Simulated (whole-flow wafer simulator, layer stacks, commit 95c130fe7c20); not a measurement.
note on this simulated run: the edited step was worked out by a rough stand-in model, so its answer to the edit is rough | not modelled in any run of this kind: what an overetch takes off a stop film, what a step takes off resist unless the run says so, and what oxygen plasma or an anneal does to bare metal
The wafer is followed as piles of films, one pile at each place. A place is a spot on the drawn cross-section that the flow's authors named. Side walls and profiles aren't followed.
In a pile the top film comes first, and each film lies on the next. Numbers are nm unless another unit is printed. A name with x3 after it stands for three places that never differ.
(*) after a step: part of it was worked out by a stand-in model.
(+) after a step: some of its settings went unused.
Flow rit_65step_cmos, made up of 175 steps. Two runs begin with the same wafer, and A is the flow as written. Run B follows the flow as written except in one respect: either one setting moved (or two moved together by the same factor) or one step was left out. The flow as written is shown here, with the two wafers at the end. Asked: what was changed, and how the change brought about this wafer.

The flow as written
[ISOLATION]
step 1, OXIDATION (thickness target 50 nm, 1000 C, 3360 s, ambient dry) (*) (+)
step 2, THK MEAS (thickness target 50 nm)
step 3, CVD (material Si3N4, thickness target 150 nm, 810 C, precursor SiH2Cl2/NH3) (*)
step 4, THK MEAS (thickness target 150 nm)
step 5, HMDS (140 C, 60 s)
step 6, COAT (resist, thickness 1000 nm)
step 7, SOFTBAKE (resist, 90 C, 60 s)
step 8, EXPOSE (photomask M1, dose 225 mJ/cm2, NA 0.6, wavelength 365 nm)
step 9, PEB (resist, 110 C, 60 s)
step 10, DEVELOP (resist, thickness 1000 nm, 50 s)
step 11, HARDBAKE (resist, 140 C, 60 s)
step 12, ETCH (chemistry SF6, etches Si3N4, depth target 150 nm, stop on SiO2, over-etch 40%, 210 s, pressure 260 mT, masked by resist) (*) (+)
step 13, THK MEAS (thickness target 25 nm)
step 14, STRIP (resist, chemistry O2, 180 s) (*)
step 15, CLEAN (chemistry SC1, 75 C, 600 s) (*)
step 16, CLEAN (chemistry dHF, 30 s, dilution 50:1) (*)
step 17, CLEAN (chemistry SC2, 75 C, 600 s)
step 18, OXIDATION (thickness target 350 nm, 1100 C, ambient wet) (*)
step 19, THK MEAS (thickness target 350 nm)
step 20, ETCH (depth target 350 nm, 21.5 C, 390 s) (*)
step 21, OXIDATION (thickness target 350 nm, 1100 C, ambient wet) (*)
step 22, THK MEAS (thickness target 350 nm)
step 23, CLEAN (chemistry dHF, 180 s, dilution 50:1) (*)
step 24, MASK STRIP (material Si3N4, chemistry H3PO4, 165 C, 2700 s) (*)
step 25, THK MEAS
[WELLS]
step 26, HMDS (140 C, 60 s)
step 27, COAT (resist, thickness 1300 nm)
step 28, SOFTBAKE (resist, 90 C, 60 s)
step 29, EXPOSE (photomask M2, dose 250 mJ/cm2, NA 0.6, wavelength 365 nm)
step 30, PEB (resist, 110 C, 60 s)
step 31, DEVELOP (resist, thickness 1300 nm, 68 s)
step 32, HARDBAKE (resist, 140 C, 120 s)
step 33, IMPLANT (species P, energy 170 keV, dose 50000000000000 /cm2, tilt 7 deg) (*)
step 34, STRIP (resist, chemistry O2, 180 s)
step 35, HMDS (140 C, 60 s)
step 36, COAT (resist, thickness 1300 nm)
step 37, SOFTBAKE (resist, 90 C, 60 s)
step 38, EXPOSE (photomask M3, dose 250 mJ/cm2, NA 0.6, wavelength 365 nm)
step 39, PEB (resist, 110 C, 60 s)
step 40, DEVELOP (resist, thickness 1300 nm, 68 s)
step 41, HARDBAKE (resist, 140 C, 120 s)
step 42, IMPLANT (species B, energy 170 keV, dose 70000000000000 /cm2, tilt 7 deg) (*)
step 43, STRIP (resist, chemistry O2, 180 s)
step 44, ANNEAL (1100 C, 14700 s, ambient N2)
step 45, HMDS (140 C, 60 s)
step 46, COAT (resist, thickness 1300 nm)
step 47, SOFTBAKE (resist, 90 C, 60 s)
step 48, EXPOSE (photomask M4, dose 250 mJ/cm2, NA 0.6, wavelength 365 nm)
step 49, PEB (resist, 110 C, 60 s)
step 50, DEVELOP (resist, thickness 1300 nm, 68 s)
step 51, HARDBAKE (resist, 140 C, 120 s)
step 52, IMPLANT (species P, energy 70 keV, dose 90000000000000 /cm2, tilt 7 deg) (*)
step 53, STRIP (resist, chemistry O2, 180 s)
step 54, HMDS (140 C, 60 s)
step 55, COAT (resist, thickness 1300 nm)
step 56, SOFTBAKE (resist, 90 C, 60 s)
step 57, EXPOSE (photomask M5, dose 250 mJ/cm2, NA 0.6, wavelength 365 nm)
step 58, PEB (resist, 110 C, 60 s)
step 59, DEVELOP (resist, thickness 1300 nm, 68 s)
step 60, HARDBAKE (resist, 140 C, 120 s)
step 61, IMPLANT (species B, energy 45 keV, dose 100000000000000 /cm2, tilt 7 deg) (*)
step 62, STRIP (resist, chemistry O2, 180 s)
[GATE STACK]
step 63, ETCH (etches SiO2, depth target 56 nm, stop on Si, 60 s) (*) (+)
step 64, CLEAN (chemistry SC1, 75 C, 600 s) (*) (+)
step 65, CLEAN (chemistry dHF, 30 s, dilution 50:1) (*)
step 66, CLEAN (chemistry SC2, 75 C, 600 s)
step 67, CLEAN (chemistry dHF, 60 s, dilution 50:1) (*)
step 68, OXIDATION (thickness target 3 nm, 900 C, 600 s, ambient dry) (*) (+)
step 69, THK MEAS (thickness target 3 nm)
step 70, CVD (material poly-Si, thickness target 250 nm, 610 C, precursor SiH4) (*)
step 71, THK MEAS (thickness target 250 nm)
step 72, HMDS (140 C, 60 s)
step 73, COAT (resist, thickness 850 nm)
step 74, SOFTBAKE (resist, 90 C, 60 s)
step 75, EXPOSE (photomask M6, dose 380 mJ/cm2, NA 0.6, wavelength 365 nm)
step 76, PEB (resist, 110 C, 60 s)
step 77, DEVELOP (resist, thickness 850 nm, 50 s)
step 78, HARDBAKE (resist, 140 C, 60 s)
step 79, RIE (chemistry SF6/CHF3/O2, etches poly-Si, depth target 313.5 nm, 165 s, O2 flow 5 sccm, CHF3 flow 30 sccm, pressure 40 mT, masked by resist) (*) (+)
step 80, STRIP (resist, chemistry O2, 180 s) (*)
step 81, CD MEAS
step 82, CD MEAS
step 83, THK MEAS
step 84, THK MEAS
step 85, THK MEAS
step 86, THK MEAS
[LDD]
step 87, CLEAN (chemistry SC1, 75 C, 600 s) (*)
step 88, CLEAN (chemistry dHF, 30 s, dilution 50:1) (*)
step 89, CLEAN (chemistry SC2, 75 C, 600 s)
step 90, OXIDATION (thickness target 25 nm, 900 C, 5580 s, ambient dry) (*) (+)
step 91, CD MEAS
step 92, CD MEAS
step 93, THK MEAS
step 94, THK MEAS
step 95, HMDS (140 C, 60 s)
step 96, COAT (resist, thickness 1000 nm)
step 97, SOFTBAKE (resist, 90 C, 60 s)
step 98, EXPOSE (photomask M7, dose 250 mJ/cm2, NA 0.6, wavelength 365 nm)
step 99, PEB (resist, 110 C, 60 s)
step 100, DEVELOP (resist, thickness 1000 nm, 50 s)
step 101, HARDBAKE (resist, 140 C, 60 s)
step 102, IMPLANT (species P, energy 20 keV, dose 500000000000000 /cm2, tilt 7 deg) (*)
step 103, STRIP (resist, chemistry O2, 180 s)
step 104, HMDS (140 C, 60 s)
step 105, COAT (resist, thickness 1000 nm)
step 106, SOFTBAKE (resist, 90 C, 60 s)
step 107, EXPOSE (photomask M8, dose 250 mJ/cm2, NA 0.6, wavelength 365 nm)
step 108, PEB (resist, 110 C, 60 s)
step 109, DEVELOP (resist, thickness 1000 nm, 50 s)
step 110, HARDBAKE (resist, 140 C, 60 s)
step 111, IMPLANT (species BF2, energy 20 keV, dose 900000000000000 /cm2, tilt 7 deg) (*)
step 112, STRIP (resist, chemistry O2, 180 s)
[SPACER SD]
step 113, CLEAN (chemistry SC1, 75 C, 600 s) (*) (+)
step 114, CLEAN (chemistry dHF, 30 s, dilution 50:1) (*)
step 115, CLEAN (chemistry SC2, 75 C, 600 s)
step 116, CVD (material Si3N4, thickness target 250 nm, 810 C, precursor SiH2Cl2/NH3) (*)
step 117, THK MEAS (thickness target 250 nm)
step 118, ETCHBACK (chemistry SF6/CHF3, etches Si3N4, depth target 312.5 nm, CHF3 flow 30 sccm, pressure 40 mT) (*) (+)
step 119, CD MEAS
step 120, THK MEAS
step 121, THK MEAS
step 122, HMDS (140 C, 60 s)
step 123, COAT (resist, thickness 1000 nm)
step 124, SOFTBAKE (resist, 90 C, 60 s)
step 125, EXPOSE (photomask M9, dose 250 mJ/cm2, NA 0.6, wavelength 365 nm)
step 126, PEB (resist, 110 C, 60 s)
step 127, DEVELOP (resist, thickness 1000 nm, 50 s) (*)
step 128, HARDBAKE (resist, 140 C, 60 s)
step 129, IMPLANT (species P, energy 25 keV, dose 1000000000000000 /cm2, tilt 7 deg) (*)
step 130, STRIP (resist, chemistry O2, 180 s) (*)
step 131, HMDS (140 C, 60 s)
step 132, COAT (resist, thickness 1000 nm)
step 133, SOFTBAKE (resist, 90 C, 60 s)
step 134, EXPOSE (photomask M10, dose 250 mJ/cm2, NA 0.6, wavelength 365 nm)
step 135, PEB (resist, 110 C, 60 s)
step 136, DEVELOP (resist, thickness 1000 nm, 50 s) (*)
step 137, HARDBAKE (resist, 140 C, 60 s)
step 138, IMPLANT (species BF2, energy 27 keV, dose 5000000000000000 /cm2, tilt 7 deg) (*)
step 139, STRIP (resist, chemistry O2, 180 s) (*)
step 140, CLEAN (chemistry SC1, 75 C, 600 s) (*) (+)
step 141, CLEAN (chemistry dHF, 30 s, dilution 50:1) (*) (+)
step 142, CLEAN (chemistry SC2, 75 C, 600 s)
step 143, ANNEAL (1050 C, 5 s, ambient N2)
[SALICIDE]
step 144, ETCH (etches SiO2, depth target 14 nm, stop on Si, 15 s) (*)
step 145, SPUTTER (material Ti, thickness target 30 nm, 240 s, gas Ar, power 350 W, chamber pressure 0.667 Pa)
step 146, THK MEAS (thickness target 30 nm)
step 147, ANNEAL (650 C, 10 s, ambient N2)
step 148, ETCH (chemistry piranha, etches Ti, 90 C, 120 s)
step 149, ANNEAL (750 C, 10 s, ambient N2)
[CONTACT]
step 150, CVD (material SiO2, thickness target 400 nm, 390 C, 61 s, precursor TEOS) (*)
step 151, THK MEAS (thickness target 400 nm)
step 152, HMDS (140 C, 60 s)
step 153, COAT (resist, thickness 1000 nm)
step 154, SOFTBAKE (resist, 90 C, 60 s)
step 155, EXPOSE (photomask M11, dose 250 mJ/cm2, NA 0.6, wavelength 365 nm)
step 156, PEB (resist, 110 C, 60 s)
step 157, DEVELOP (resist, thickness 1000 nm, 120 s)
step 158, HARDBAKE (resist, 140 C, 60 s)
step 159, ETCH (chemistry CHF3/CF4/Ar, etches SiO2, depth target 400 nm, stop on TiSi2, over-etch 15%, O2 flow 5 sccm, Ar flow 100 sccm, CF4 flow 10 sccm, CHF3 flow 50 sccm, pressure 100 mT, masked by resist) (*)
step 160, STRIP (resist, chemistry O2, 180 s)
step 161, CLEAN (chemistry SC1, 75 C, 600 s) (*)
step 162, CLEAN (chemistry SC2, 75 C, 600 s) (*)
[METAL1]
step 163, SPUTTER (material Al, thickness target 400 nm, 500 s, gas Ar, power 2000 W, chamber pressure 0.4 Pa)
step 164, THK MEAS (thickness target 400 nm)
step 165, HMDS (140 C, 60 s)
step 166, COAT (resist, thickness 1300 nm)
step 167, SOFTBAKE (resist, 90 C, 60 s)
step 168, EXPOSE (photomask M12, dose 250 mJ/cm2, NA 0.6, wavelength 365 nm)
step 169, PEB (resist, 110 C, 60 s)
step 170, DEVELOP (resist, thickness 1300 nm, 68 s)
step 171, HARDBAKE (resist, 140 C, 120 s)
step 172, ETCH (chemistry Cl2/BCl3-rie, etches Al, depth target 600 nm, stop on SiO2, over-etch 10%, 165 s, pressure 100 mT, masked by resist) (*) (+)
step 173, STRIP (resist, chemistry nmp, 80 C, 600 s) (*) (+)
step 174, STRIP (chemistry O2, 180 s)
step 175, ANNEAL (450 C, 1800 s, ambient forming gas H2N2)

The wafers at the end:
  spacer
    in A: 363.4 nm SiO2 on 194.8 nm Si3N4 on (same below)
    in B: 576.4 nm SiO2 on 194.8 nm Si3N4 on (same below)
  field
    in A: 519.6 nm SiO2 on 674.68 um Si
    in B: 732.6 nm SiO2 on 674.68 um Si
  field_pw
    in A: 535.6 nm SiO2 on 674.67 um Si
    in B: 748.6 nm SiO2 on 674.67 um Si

The reason: step 150, CVD: thickness target 613 nm was run, though the flow has thickness target 400 nm; step 150, CVD: 94 s was run, where the flow has 61 s.

How this came from the change, step by step:
  step 150, CVD (material SiO2, thickness target 400 nm, 390 C, 61 s, precursor TEOS) (*)
      field, field_pw, field_nw, field_p: A SiO2 gains 400 | B SiO2 gains 613
      spacer, spacer_p: A SiO2 gains 400 (new film) | B SiO2 gains 613 (new film)
      (as well as at 2 more places)
